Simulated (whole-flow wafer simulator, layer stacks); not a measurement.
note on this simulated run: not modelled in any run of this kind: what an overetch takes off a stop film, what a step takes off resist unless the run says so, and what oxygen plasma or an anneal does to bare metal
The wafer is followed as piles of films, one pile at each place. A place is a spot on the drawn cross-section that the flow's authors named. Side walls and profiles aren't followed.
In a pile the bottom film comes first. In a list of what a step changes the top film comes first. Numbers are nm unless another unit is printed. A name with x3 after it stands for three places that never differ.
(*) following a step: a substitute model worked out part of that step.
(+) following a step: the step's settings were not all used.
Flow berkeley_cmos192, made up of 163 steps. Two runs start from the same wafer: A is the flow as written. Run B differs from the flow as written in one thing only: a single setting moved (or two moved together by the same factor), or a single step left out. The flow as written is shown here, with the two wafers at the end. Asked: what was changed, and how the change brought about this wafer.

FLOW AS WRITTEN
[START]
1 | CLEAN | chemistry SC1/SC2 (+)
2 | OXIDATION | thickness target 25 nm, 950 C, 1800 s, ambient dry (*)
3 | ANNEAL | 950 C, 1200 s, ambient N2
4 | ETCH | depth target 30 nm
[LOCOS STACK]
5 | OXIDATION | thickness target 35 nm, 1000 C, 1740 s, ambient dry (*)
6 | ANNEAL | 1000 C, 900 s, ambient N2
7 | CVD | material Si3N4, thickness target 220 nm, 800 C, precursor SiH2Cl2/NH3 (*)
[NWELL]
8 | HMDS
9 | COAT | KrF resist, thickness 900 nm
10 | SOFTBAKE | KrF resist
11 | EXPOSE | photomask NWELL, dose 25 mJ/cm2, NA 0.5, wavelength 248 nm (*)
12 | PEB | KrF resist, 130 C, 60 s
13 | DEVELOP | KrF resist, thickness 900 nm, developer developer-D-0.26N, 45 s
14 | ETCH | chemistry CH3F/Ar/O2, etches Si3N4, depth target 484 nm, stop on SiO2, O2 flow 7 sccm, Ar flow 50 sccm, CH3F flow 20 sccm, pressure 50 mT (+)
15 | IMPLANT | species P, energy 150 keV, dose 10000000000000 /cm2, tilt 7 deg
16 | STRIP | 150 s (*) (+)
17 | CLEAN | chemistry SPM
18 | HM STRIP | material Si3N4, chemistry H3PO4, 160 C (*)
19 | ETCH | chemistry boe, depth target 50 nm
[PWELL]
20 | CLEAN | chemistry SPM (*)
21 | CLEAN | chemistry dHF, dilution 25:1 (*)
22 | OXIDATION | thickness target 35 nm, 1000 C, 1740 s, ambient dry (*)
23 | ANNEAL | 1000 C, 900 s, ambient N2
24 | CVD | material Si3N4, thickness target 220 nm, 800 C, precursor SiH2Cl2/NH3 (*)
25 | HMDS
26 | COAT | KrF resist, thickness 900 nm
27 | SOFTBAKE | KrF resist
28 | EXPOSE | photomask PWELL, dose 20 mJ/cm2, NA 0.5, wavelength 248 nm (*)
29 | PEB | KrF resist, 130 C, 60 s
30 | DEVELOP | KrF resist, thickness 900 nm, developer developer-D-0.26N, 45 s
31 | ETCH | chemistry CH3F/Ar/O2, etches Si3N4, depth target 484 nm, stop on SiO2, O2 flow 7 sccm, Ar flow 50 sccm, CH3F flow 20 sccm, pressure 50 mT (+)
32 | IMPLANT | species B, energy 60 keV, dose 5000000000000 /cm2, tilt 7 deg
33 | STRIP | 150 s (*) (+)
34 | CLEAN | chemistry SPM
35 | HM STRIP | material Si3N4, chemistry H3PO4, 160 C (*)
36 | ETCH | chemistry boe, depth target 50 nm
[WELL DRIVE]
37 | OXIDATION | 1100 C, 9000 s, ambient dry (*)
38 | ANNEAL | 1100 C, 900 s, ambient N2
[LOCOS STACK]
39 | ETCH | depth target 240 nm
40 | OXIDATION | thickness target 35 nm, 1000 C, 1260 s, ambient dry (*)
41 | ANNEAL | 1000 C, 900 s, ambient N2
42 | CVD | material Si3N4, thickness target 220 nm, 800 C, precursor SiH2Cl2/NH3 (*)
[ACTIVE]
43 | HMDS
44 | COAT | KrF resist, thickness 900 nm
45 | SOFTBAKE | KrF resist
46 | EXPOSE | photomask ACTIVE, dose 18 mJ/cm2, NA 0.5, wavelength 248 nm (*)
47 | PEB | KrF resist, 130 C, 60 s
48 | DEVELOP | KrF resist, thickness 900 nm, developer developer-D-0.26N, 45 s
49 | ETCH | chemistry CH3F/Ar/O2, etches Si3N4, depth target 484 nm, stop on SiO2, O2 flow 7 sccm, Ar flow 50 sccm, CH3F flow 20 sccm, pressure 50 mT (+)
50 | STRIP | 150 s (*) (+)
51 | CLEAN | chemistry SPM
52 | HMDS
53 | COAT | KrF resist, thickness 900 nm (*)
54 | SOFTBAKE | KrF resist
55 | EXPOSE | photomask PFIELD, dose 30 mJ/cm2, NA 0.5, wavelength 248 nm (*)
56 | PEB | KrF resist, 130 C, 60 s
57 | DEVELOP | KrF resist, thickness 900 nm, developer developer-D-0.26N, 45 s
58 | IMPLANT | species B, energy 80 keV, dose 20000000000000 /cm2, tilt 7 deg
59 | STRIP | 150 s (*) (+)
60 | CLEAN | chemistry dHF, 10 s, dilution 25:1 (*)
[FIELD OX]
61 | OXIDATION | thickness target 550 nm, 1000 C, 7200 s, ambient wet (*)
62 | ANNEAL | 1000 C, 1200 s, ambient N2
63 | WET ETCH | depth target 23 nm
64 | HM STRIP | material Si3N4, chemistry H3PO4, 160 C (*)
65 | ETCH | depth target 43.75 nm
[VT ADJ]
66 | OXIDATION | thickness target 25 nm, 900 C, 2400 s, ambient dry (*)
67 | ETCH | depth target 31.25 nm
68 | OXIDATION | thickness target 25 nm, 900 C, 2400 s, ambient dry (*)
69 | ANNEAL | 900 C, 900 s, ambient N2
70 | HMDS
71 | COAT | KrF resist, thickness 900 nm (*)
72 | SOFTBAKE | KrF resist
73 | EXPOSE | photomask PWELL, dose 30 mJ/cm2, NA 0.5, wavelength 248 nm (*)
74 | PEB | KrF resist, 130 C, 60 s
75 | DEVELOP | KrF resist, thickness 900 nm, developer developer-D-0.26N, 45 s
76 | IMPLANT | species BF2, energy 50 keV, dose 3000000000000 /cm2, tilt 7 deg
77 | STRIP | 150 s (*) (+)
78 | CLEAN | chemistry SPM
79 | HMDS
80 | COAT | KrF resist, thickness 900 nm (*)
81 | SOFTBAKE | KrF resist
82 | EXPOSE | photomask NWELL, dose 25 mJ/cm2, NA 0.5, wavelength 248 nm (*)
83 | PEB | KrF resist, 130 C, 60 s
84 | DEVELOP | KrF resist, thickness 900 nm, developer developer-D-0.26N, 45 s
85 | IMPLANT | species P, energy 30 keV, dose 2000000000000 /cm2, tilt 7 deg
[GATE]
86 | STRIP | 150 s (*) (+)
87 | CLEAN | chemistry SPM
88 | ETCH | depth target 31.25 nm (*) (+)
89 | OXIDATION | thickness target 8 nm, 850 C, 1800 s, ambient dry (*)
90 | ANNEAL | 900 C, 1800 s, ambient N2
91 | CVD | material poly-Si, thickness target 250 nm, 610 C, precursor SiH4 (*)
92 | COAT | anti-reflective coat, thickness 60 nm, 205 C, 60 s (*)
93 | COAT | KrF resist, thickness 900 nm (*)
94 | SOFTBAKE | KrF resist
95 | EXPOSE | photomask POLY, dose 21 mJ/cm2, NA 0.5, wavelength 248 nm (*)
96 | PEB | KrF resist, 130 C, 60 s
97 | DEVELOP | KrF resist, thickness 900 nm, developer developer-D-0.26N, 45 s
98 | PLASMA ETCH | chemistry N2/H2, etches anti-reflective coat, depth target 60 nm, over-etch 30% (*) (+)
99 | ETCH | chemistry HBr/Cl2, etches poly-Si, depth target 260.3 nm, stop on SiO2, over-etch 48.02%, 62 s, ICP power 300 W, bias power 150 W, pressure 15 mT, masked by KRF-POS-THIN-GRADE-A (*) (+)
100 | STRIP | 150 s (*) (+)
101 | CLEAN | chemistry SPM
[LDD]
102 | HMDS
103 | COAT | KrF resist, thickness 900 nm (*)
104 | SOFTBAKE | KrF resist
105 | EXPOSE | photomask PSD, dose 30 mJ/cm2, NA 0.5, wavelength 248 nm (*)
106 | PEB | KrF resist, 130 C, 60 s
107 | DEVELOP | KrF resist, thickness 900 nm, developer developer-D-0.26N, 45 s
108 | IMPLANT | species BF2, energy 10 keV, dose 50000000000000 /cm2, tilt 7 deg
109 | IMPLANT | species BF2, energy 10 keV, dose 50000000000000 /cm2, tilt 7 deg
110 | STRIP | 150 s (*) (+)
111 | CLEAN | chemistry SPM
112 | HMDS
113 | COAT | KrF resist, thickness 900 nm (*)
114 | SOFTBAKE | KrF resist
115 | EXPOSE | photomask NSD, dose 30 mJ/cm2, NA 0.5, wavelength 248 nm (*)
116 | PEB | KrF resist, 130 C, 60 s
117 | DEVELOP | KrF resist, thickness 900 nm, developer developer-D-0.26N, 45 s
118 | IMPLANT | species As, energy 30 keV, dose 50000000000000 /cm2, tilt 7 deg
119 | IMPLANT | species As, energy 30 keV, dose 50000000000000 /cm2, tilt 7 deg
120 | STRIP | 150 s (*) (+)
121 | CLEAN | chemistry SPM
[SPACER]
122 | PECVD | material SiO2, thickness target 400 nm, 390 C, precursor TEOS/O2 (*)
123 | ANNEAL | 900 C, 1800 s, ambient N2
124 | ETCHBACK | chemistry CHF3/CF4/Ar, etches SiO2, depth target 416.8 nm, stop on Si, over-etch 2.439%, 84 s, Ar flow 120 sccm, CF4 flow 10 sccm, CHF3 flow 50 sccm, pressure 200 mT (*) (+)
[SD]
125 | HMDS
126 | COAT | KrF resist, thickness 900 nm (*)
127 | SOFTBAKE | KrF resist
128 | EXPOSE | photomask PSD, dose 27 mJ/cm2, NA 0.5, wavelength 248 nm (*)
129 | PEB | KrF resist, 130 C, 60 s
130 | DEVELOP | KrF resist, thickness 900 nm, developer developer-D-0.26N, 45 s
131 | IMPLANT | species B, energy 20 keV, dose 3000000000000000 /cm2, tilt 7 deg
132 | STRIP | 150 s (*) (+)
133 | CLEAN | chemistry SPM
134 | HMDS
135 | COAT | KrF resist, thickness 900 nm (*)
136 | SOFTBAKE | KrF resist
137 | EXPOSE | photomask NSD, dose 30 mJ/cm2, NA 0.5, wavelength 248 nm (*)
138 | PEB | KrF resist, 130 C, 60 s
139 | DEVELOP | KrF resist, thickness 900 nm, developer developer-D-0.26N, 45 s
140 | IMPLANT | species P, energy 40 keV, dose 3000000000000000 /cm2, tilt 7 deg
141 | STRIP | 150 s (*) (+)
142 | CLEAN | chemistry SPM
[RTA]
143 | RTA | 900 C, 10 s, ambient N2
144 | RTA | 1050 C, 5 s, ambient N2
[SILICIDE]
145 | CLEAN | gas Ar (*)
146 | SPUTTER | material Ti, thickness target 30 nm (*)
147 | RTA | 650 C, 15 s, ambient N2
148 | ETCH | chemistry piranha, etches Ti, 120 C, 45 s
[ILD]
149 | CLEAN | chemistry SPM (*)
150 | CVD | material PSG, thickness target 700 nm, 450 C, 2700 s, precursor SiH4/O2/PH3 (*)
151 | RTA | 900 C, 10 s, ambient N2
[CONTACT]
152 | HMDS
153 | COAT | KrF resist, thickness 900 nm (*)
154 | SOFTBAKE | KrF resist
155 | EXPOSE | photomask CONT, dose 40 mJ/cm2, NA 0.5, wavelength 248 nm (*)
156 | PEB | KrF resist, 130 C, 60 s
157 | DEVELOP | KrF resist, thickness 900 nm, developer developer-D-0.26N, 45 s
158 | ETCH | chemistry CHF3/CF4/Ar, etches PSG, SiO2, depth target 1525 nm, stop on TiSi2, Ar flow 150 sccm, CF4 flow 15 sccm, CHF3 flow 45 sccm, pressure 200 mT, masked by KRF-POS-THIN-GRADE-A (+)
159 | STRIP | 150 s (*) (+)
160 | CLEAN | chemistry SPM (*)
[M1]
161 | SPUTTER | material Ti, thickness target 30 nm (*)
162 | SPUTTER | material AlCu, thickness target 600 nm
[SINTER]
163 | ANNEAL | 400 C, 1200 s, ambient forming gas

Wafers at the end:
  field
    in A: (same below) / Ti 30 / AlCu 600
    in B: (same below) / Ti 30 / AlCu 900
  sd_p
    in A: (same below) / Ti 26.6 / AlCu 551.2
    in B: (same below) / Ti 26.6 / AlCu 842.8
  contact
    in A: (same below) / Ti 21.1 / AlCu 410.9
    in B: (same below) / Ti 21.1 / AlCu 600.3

What caused this: step 162, SPUTTER: thickness target 900 nm was run, whereas the flow has thickness target 600 nm.
One can read it off the wafer: field has AlCu 900, and step 162 as written asks for 600 nm.

How this came from the change, step by step:
  162 | SPUTTER | material AlCu, thickness target 600 nm
      field, sd_n, spacer_n, gate, spacer_p, gate_p, m1: A AlCu gains 600 (new film) | B AlCu gains 900 (new film)
      sd_p: A AlCu gains 551.2 (new film) | B AlCu gains 842.8 (new film)
      (also at 1 further place)
